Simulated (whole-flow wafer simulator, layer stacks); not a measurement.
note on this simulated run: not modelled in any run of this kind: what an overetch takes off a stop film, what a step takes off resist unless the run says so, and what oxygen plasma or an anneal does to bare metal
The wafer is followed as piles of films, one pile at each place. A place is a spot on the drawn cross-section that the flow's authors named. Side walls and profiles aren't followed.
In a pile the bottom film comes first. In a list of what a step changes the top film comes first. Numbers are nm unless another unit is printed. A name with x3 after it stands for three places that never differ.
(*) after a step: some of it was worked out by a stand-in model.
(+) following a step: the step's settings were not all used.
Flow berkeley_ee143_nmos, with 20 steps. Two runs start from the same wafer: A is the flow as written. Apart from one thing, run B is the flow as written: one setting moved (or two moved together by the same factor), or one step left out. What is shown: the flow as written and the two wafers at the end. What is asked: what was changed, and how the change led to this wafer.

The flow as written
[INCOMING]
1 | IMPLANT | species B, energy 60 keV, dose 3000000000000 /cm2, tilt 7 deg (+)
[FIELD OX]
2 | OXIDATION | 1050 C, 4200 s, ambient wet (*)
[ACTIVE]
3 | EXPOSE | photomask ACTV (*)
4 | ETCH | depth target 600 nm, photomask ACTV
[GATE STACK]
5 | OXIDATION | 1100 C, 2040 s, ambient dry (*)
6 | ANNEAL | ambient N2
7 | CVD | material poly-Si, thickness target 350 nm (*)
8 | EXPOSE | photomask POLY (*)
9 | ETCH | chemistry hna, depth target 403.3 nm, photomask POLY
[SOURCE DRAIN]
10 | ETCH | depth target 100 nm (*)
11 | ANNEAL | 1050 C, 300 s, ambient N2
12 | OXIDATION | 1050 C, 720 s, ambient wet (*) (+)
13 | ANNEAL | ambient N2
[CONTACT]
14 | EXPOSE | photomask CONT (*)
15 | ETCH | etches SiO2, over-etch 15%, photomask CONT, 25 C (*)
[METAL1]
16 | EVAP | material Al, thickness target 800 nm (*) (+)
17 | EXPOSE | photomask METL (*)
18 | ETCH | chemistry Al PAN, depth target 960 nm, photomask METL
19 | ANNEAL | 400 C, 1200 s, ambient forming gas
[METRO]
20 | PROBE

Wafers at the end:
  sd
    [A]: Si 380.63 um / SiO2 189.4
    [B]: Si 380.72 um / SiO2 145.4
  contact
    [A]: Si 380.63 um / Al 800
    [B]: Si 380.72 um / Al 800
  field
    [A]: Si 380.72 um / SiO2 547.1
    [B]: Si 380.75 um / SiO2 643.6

Cause: step 9, ETCH: depth target 321.1 nm was run, while the flow as written has depth target 403.3 nm.

How this came from the change, step by step:
  9 | ETCH | chemistry hna, depth target 403.3 nm, photomask POLY
      sd, contact, field: A poly-Si loses 350 (all of it) | B poly-Si loses 321.1
  10 | ETCH | depth target 100 nm (*)
      sd, contact: A SiO2 loses 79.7 (all of it) | B nothing
      field: A SiO2 loses 100 | B nothing
  12 | OXIDATION | 1050 C, 720 s, ambient wet (*) (+)
      sd, contact: A SiO2 gains 189.4 (new film), Si loses 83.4 | B poly-Si loses 28.9 (all of it), SiO2 gains 65.7
      field: A SiO2 gains 69.1, Si loses 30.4 | B poly-Si loses 28.9 (all of it), SiO2 gains 65.7
  15 | ETCH | etches SiO2, over-etch 15%, photomask CONT, 25 C (*)
      contact: A SiO2 loses 189.4 (all of it) | B SiO2 loses 145.4 (all of it)
